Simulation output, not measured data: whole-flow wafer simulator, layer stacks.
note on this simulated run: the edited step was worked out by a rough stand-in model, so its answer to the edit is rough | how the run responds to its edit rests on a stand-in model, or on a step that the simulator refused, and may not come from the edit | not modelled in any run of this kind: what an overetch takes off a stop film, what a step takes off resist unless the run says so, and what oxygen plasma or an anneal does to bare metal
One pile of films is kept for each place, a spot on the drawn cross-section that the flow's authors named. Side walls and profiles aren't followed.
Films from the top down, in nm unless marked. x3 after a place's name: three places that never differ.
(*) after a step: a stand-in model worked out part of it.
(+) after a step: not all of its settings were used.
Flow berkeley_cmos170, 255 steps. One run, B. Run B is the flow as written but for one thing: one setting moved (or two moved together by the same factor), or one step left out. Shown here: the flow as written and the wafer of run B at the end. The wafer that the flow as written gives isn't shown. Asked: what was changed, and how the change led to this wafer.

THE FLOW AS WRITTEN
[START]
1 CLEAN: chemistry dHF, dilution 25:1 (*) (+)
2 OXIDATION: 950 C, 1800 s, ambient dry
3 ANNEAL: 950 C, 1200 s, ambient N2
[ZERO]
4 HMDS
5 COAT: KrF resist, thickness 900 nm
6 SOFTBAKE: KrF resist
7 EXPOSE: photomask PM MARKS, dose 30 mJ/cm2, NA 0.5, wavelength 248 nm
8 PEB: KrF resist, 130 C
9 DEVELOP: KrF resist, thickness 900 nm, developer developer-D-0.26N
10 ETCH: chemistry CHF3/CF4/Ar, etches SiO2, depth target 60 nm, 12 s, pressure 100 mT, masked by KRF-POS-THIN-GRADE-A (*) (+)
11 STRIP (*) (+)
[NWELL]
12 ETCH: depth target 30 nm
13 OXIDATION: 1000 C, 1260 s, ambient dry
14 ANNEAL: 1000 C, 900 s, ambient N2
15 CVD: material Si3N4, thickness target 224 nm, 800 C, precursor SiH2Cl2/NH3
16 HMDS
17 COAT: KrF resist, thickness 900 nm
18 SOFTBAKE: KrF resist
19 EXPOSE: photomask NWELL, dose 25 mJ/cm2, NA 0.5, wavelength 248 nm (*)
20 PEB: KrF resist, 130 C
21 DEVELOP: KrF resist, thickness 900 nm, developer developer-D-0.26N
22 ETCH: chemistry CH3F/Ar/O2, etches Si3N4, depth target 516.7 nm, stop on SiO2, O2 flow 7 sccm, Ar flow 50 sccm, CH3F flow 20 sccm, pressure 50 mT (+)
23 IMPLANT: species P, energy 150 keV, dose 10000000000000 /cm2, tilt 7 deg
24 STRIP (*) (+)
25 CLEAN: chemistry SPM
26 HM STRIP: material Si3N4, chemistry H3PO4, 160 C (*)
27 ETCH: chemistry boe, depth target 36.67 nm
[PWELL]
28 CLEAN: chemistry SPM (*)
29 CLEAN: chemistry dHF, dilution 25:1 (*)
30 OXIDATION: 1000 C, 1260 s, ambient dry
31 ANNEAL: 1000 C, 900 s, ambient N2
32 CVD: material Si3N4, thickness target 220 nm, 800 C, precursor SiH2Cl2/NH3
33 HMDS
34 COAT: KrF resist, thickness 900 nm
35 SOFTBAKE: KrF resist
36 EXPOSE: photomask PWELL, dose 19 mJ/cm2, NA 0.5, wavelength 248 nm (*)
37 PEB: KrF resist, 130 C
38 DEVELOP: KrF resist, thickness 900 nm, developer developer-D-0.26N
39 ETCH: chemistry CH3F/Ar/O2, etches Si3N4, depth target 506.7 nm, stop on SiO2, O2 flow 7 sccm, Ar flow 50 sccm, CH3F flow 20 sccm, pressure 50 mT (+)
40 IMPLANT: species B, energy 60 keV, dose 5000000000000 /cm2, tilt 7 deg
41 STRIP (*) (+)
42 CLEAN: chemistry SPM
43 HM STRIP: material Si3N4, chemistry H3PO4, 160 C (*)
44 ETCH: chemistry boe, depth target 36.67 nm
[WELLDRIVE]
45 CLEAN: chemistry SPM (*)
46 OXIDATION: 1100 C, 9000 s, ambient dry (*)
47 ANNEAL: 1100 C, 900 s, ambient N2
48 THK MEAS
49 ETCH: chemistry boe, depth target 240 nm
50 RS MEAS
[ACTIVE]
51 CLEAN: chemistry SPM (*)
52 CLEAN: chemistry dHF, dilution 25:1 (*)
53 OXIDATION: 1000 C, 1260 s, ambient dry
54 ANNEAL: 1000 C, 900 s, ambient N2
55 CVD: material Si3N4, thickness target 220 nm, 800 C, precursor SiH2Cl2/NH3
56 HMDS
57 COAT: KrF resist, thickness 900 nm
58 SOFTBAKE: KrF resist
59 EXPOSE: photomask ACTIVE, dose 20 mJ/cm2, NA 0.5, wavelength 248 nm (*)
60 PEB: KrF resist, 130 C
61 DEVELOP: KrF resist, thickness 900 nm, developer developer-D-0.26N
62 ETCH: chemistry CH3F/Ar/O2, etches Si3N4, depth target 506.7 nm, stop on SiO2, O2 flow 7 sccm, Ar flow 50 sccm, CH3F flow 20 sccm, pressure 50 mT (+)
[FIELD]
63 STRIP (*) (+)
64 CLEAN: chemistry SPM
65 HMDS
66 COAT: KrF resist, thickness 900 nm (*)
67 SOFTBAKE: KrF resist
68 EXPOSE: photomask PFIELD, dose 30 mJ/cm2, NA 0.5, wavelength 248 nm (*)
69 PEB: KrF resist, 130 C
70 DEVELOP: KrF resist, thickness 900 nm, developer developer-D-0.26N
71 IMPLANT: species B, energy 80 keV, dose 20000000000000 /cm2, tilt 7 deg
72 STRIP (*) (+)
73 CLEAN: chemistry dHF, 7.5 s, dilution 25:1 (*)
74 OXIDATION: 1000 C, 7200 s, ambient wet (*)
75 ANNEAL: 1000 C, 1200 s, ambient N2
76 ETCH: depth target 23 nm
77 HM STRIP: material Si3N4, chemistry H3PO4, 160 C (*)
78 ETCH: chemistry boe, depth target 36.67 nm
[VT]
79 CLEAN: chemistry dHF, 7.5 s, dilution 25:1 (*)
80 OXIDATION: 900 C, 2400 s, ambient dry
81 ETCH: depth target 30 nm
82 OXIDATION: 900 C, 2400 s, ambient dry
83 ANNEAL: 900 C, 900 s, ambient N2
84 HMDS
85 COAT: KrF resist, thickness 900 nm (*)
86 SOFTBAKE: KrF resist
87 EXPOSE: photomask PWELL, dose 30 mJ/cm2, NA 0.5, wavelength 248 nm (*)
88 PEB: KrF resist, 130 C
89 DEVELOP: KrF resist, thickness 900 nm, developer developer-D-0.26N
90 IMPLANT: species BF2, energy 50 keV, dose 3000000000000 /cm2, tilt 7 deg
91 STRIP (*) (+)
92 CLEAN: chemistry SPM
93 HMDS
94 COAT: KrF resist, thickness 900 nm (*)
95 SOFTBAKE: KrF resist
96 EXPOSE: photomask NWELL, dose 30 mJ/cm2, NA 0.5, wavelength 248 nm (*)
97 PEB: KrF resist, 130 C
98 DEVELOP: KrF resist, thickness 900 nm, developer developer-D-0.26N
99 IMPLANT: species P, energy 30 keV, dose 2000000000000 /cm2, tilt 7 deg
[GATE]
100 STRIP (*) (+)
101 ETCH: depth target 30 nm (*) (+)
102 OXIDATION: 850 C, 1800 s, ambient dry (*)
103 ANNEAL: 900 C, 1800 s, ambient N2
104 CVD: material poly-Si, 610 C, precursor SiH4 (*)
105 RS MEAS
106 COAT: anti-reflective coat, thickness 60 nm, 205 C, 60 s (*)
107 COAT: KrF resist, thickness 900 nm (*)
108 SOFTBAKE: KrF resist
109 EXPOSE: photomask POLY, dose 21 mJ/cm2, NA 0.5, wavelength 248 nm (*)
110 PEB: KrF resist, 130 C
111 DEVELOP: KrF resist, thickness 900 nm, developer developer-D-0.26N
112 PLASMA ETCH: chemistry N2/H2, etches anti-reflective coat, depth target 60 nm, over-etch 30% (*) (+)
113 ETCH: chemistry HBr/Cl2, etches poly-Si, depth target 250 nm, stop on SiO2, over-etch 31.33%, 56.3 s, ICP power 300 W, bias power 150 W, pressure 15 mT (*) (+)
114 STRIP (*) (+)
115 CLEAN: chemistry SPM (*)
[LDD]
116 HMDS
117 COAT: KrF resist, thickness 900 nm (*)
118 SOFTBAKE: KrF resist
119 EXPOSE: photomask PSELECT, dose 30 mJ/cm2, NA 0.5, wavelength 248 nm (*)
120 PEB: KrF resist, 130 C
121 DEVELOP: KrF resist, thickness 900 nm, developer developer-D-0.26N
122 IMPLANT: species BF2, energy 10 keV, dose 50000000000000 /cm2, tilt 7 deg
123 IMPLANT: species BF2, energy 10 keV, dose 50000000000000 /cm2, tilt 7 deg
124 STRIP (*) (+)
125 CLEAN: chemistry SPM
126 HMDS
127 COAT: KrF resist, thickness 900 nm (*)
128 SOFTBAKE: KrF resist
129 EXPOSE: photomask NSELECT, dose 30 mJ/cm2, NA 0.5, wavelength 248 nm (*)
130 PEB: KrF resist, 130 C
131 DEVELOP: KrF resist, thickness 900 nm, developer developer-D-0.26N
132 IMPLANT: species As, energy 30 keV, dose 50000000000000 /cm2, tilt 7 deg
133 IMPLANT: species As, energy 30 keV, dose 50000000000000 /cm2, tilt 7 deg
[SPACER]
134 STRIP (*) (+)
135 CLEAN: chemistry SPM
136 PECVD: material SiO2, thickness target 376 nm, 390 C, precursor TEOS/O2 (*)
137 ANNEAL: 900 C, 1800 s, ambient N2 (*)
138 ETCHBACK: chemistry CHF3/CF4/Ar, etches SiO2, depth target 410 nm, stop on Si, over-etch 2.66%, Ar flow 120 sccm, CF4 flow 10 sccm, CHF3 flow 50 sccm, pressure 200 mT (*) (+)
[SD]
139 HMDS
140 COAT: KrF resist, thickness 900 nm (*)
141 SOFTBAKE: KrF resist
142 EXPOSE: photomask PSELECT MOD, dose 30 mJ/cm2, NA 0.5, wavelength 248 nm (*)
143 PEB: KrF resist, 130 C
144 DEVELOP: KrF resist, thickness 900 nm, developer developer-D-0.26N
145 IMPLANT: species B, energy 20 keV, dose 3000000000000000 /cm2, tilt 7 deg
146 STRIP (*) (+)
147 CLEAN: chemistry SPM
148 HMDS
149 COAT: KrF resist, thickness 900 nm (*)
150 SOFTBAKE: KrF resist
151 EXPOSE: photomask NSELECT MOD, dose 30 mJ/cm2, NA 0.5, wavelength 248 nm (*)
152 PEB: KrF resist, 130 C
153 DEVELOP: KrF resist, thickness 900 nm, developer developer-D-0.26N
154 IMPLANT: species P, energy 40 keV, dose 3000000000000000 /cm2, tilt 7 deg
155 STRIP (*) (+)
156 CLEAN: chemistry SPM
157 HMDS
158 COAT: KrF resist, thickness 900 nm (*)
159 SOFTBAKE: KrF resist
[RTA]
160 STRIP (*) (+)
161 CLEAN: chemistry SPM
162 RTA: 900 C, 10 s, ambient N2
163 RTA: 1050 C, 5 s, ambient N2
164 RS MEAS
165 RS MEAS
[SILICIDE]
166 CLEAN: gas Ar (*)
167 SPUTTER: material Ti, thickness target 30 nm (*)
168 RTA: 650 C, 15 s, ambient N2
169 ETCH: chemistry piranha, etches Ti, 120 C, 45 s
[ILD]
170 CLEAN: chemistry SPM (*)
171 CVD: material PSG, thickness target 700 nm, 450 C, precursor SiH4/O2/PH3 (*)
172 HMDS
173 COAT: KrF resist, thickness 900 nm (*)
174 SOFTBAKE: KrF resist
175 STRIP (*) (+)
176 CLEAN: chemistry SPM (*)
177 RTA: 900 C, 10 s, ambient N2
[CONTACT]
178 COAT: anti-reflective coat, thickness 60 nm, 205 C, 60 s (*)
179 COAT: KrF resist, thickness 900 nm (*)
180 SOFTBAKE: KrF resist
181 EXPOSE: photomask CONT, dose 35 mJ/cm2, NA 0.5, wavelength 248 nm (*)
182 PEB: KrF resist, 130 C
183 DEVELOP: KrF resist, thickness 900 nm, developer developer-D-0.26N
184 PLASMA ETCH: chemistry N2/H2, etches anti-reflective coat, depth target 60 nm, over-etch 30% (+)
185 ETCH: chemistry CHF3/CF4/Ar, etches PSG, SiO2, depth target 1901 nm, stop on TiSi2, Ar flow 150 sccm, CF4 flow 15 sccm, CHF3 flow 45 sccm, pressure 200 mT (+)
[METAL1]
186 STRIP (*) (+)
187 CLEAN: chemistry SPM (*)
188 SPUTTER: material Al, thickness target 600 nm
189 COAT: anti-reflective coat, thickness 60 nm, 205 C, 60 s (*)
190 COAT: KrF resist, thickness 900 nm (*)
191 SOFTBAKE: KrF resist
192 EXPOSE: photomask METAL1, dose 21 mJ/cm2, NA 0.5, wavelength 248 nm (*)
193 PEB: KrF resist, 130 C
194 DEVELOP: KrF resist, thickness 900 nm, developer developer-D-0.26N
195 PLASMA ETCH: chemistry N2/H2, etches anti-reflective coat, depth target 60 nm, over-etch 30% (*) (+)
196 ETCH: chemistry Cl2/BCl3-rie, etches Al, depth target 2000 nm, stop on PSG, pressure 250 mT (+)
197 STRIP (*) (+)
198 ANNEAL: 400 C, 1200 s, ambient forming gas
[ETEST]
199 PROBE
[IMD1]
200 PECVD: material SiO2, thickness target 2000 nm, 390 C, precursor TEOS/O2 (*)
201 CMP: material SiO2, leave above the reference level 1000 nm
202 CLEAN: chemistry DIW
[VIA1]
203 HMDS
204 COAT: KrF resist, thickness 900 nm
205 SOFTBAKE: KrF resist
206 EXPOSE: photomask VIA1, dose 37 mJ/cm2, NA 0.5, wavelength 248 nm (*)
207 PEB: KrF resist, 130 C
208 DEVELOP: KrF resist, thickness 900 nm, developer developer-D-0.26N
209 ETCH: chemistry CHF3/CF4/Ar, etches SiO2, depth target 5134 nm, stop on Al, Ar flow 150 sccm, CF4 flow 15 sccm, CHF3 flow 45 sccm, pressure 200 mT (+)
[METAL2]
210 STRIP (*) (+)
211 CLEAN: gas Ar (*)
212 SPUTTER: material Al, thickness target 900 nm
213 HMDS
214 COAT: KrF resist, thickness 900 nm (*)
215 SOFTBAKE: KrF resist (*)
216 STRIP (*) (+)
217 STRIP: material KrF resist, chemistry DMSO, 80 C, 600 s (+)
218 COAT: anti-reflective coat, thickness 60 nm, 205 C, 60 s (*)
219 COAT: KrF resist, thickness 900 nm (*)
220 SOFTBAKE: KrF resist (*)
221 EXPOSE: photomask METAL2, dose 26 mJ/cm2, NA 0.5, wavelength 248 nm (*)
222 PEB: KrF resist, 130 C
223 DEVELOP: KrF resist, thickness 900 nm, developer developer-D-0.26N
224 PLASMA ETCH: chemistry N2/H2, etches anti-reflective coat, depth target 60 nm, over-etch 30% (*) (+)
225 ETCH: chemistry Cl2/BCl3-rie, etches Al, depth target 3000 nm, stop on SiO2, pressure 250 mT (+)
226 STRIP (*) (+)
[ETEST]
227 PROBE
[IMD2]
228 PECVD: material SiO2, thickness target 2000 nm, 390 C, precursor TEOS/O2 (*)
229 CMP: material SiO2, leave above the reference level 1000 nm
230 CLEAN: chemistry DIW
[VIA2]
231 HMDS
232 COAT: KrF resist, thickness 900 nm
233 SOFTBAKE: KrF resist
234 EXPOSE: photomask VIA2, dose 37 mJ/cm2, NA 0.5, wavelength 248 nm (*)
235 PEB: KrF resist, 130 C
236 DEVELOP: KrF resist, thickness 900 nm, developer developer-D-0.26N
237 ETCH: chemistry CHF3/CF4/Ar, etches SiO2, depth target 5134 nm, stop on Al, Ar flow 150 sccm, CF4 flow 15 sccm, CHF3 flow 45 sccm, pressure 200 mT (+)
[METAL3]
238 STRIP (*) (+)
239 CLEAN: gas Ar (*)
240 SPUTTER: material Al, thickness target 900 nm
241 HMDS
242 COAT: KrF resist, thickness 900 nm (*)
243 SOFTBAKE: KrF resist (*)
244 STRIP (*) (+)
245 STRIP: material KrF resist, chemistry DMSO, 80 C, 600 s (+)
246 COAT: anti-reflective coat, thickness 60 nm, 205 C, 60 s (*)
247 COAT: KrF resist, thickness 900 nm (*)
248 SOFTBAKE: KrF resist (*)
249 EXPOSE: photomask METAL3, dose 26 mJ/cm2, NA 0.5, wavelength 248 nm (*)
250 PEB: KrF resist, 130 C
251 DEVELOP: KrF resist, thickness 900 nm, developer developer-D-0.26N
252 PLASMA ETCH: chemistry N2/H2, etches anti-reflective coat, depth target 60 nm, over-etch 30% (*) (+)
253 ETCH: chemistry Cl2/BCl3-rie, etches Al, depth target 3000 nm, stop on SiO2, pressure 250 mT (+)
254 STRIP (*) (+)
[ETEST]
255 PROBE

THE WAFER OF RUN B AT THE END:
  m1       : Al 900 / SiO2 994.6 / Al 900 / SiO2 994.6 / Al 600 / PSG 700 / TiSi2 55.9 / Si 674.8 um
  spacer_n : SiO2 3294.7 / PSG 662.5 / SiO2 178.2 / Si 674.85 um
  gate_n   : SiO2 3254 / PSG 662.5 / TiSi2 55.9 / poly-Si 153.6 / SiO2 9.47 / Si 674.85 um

The cause: step 101, ETCH: depth target 10.86 nm was run, where the flow has depth target 30 nm.

How the change led to this, step by step:
  101 ETCH: depth target 30 nm (*) (+)
      sd_n, spacer_n, gate_n and 8 more: SiO2 -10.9 (as written it would be: SiO2 -14.9 (all of it))
      field: SiO2 -10.9 (as written it would be: SiO2 -30)
  102 OXIDATION: 850 C, 1800 s, ambient dry (*)
      sd_n, spacer_n, gate_n and 8 more: SiO2 +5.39, Si -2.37 (as written it would be: SiO2 +7.48 (new film), Si -3.29)
  106 COAT: anti-reflective coat, thickness 60 nm, 205 C, 60 s (*)
      field: anti-reflective coat +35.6 (new film) (as written it would be: anti-reflective coat +34.7 (new film))
      sd_n: anti-reflective coat +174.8 (new film) (as written it would be: anti-reflective coat +158.6 (new film))
      (and at 7 more places)
  112 PLASMA ETCH: chemistry N2/H2, etches anti-reflective coat, depth target 60 nm, over-etch 30% (*) (+)
      field: anti-reflective coat -35.6 (all of it), poly-Si -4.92 (as written it would be: anti-reflective coat -34.7 (all of it), poly-Si -4.4)
      sd_n: anti-reflective coat -174.8 (all of it), poly-Si -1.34 (as written it would be: anti-reflective coat -158.6 (all of it), poly-Si -1.22)
      (and at 8 more places)
  114 STRIP (*) (+)
      gate_n: chemical SiO2 +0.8 (new film), KrF resist -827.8 (all of it), anti-reflective coat -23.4 (all of it), poly-Si -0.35 (as written it would be: chemical SiO2 +0.8 (new film), KrF resist -812.6 (all of it), anti-reflective coat -27.3 (all of it), poly-Si -0.35)
      gate_p: chemical SiO2 +0.8 (new film), KrF resist -790.4 (all of it), anti-reflective coat -27.6 (all of it), poly-Si -0.35 (as written it would be: chemical SiO2 +0.8 (new film), KrF resist -782.1 (all of it), anti-reflective coat -29.6 (all of it), poly-Si -0.35)
  178 COAT: anti-reflective coat, thickness 60 nm, 205 C, 60 s (*)
      sd_n: anti-reflective coat +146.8 (new film) (as written it would be: anti-reflective coat +135.1 (new film))
      m2: anti-reflective coat +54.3 (new film) (as written it would be: anti-reflective coat +56.7 (new film))
  186 STRIP (*) (+)
      sd_n: KrF resist -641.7 (all of it), anti-reflective coat -146.8 (all of it) (as written it would be: KrF resist -643.8 (all of it), anti-reflective coat -135.1 (all of it))
      m2: KrF resist -695.9 (all of it), anti-reflective coat -54.3 (all of it) (as written it would be: KrF resist -689 (all of it), anti-reflective coat -56.7 (all of it))
  189 COAT: anti-reflective coat, thickness 60 nm, 205 C, 60 s (*)
      gate_n: anti-reflective coat +49 (new film) (as written it would be: anti-reflective coat +48 (new film))
      sd_p: anti-reflective coat +89.2 (new film) (as written it would be: anti-reflective coat +86.5 (new film))
      (and at 3 more places)
  195 PLASMA ETCH: chemistry N2/H2, etches anti-reflective coat, depth target 60 nm, over-etch 30% (*) (+)
      contact, m1, via1, m2, via2: KrF resist -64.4 (as written it would be: KrF resist -62.5)
      gate_n: anti-reflective coat -49 (all of it) (as written it would be: anti-reflective coat -48 (all of it))
      (and at 2 more places)
  196 ETCH: chemistry Cl2/BCl3-rie, etches Al, depth target 2000 nm, stop on PSG, pressure 250 mT (+)
      sd_p: Al -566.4 (all of it), PSG -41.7 (as written it would be: Al -573.8 (all of it), PSG -40.8)
  197 STRIP (*) (+)
      m1: KrF resist -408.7 (all of it), anti-reflective coat -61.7 (all of it) (as written it would be: KrF resist -404.7 (all of it), anti-reflective coat -63 (all of it))
      m2: KrF resist -418.5 (all of it), anti-reflective coat -58.6 (all of it) (as written it would be: KrF resist -412.9 (all of it), anti-reflective coat -61.1 (all of it))
  201 CMP: material SiO2, leave above the reference level 1000 nm
      field: SiO2 -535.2 (as written it would be: SiO2 -517)
